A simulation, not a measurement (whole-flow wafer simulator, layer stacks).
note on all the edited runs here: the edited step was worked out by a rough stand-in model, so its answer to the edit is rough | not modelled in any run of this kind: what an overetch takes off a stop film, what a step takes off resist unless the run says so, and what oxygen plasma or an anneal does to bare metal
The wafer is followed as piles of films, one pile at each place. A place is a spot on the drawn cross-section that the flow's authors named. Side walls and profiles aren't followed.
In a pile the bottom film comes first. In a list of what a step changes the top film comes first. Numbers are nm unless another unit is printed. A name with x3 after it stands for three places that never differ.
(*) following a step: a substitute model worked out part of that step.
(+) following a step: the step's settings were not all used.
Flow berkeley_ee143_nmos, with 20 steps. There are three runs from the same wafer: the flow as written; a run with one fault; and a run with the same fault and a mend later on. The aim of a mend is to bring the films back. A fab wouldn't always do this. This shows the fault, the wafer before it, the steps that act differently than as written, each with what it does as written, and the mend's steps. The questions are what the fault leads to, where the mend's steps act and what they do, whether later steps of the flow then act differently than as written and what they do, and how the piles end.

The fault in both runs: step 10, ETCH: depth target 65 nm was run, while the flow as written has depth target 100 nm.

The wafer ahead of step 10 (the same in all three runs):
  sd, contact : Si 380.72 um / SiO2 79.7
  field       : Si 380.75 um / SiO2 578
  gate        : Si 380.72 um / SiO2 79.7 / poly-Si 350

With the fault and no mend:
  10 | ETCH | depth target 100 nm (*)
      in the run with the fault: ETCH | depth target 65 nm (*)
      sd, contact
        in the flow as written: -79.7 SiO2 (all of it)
        in the run with the fault: -65 SiO2
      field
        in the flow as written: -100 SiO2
        in the run with the fault: -65 SiO2
  Later steps of the flow acting differently than as written:
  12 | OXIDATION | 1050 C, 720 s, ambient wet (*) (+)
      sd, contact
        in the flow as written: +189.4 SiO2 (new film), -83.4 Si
        in the run with the fault: +180.6 SiO2, -79.5 Si
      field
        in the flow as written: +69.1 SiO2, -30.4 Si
        in the run with the fault: +65.8 SiO2, -29 Si
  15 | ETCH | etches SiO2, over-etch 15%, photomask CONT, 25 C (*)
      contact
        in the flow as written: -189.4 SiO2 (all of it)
        in the run with the fault: -195.3 SiO2 (all of it)
  The piles end different from the flow's at sd, field by more than 2% or 0.5 nm, whichever is larger.
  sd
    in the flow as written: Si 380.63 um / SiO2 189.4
    in the run with the fault: Si 380.64 um / SiO2 195.3
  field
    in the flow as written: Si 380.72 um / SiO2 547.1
    in the run with the fault: Si 380.72 um / SiO2 578.8

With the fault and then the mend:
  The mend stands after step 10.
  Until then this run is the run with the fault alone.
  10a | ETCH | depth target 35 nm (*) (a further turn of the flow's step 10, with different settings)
      sd, contact
        -14.7 SiO2 (all of it)
      field
        -35 SiO2
  Every later step of the flow that is run acts as written at every place that is followed.
  At every place that both follow, the piles at the end match the flow's.
